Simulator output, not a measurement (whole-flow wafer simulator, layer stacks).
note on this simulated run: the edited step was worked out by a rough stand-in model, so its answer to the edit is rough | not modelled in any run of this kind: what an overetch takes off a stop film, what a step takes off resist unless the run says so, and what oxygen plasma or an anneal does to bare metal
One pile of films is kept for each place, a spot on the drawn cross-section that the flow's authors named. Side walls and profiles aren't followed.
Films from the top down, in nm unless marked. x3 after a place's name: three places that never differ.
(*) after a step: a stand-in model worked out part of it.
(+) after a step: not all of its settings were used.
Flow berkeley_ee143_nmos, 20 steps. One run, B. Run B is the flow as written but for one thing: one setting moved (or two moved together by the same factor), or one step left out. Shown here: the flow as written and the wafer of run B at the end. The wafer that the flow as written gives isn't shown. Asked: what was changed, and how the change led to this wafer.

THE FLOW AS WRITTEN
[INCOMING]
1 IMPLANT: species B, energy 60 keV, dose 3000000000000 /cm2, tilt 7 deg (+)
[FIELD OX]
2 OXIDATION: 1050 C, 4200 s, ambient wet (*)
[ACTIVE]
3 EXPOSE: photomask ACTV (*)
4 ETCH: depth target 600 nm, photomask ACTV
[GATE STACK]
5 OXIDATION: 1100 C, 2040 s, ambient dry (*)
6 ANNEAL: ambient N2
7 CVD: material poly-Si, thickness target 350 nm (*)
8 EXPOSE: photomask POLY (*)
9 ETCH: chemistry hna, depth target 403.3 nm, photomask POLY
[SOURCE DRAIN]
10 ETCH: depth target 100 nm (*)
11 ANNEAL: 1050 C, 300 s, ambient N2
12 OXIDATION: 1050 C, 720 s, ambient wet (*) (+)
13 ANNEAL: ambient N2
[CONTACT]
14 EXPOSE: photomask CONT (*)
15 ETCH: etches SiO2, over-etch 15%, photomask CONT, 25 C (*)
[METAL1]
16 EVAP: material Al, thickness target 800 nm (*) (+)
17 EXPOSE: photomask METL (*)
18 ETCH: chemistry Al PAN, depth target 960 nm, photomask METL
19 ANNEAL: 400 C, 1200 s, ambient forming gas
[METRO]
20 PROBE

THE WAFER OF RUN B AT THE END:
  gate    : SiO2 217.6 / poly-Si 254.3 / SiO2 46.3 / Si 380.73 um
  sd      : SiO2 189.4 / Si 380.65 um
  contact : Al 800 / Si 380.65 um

The cause: step 5, OXIDATION: 816 s was run, where the flow has 2040 s.

How the change led to this, step by step:
  5 OXIDATION: 1100 C, 2040 s, ambient dry (*)
      gate, sd, contact: SiO2 +46.3 (new film), Si -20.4 (as written it would be: SiO2 +79.7 (new film), Si -35.1)
      field: SiO2 +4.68, Si -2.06 (as written it would be: SiO2 +11.6, Si -5.1)
  10 ETCH: depth target 100 nm (*)
      sd, contact: SiO2 -46.3 (all of it) (as written it would be: SiO2 -79.7 (all of it))
